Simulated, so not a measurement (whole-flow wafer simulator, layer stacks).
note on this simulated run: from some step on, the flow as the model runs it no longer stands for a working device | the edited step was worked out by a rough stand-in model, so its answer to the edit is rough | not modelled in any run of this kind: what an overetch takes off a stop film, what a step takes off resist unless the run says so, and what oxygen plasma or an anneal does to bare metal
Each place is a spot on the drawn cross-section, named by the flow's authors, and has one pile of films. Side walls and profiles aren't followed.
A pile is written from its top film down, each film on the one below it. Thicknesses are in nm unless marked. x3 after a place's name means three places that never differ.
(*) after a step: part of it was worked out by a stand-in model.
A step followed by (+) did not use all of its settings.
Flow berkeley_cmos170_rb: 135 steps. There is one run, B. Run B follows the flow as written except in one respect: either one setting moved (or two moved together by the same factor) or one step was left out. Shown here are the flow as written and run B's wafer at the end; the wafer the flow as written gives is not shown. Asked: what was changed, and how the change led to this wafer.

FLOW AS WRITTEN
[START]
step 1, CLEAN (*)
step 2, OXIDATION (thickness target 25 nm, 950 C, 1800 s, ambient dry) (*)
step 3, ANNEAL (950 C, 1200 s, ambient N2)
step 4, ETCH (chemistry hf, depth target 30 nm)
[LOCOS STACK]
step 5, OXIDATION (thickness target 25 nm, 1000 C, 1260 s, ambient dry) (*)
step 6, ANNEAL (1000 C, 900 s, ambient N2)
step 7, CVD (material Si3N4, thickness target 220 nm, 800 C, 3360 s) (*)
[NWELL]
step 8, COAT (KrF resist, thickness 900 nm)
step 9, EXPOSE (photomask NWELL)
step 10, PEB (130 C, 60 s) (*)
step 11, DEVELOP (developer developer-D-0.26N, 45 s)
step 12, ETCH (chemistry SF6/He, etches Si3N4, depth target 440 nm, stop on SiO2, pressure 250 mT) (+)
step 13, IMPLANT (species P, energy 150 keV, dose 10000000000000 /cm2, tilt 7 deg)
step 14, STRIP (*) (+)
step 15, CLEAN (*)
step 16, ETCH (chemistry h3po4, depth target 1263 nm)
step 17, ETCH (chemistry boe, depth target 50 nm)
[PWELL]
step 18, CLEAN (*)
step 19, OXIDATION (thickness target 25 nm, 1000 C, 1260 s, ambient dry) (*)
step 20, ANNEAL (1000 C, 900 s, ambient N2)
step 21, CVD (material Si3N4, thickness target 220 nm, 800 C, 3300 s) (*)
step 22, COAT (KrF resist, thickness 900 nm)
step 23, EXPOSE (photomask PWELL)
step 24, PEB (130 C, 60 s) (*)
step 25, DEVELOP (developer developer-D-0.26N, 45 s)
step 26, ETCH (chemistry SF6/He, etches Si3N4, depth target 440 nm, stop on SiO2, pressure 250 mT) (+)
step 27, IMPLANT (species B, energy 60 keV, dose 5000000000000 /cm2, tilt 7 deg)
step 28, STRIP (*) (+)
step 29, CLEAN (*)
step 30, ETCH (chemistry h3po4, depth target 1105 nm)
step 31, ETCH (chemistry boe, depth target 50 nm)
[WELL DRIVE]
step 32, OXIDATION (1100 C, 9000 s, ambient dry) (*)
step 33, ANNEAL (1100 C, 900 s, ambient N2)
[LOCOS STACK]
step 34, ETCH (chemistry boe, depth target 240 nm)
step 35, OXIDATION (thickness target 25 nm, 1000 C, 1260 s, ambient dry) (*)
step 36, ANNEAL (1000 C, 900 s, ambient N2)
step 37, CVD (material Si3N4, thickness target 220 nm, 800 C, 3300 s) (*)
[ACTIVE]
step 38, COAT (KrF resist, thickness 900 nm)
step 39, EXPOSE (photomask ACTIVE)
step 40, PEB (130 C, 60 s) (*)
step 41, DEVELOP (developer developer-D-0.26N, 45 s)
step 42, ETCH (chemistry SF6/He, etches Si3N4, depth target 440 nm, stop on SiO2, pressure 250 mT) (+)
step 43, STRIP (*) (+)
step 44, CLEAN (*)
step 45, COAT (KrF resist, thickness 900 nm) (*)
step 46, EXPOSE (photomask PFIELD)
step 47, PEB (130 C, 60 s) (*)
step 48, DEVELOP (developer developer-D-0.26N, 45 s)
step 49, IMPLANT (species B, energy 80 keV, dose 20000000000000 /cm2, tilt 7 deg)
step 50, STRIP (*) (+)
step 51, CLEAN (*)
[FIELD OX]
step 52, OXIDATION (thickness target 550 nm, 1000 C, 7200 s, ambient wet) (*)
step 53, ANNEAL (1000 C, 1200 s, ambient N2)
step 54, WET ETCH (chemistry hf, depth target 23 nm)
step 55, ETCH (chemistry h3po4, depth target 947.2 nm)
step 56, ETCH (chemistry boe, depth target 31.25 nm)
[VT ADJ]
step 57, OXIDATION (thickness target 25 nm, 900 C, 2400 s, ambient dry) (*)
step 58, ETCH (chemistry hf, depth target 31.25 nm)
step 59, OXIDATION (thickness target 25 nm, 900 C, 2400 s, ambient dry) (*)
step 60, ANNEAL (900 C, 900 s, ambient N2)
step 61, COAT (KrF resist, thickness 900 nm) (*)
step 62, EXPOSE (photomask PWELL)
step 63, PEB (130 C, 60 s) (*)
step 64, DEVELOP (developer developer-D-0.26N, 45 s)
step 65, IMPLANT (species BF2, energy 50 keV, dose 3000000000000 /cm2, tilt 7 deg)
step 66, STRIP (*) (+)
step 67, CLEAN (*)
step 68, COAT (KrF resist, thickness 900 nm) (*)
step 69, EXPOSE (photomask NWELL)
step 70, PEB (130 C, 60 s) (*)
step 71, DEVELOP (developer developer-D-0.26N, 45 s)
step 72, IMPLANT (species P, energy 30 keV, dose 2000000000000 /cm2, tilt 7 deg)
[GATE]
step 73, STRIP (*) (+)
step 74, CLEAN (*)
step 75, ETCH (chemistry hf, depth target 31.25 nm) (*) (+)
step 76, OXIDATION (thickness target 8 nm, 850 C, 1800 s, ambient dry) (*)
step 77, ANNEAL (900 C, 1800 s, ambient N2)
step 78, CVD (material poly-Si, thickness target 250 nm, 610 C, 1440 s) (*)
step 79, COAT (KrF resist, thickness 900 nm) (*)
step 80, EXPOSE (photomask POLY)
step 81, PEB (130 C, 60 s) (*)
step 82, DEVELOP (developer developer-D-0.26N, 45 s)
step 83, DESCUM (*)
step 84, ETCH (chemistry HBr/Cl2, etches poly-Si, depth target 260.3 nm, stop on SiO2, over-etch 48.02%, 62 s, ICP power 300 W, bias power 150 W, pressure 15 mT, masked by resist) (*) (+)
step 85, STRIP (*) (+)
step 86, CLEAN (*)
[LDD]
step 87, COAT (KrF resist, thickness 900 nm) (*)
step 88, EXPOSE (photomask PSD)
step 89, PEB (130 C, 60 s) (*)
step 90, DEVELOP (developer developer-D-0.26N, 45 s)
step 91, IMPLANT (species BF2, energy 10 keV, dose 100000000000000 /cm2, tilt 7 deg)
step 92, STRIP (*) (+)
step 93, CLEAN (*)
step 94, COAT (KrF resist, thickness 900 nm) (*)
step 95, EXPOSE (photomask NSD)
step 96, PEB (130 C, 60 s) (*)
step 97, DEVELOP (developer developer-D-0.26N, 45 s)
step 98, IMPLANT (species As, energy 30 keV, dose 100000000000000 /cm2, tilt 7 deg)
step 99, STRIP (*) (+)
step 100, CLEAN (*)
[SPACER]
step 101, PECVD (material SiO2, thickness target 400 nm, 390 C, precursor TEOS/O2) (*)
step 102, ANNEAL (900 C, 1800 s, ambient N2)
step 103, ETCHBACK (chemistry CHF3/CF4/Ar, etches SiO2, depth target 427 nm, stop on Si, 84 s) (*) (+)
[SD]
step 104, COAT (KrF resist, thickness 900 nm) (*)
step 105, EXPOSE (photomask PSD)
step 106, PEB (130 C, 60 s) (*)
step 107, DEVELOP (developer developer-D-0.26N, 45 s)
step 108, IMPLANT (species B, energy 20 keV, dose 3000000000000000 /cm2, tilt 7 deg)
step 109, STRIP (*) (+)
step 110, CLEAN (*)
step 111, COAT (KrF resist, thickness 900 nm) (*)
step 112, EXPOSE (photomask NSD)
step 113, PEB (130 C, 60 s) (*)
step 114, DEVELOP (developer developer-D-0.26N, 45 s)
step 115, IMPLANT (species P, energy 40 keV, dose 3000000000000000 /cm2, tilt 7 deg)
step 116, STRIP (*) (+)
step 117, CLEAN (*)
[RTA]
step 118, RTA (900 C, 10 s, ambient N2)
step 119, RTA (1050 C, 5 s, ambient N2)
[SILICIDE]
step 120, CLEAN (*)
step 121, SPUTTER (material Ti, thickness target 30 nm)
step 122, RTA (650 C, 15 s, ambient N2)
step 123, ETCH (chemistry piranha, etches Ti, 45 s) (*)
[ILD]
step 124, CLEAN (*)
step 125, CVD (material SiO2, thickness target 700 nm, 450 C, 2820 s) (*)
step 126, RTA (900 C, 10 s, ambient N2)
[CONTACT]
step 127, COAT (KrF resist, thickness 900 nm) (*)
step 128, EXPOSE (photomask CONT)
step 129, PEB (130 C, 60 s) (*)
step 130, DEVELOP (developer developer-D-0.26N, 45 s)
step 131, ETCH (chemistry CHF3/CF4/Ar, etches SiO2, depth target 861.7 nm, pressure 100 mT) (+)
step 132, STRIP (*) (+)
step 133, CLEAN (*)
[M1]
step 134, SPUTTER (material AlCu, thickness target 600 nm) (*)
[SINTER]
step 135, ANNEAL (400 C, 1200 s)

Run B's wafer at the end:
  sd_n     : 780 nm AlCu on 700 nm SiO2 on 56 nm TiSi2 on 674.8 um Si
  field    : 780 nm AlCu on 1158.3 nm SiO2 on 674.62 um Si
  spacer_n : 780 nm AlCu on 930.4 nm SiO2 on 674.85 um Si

The reason: step 134, SPUTTER: thickness target 780 nm was run, though the flow has thickness target 600 nm.
The wafer itself shows it: sd_n has AlCu 780, and step 134 as written asks for 600 nm.

The path from the change to this, step by step:
  step 134, SPUTTER (material AlCu, thickness target 600 nm) (*)
      field, sd_n, spacer_n, gate, spacer_p, gate_p, m1: AlCu gains 780 (new film) (it would be, as written: AlCu gains 600 (new film))
      sd_p: AlCu gains 718.7 (new film) (it would be, as written: AlCu gains 545.9 (new film))
      (and at 1 other place as well)
